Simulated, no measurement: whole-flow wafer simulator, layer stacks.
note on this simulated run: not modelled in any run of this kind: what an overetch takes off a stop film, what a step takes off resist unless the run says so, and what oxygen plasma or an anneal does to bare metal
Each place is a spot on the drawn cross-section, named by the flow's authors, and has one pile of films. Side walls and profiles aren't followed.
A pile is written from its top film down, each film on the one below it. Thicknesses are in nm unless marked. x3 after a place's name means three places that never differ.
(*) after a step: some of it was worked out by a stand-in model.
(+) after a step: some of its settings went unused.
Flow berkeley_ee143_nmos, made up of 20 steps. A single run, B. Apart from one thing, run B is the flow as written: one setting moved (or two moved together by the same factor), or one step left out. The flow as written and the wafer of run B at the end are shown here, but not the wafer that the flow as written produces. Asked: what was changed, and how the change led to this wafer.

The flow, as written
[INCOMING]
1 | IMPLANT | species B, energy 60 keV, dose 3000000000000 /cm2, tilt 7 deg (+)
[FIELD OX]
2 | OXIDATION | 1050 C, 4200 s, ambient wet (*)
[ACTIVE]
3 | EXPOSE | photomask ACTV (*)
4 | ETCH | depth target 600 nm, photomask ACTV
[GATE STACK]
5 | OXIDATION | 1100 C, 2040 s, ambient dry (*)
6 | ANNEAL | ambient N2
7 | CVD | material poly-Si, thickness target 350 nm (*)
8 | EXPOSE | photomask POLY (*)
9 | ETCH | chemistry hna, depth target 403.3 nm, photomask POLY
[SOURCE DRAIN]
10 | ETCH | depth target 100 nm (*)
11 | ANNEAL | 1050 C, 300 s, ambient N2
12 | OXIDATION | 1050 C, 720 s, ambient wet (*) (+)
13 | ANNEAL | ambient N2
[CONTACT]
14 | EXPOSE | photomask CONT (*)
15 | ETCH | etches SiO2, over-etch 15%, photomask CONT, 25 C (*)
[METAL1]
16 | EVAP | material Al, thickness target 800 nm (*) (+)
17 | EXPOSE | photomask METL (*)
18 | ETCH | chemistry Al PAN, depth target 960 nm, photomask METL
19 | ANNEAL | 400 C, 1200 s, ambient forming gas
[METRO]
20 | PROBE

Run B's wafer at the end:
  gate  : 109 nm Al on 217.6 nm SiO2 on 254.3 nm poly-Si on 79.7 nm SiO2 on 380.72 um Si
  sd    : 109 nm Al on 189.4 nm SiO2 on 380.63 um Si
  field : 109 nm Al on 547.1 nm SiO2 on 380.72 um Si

Cause: step 18, ETCH: depth target 691 nm was run, though the flow has depth target 960 nm.

The path from the change to this, step by step:
  18 | ETCH | chemistry Al PAN, depth target 960 nm, photomask METL
      gate, sd, field: Al loses 691 (in the flow as written it would be: Al loses 800 (all of it))
Taking metal films that touch as one body, gate has 1 body; the flow as written gives 0 bodies.
Taking metal films that touch as one body, sd has 1 body; the flow as written gives 0 bodies.
Taking metal films that touch as one body, field has 1 body; the flow as written gives 0 bodies.
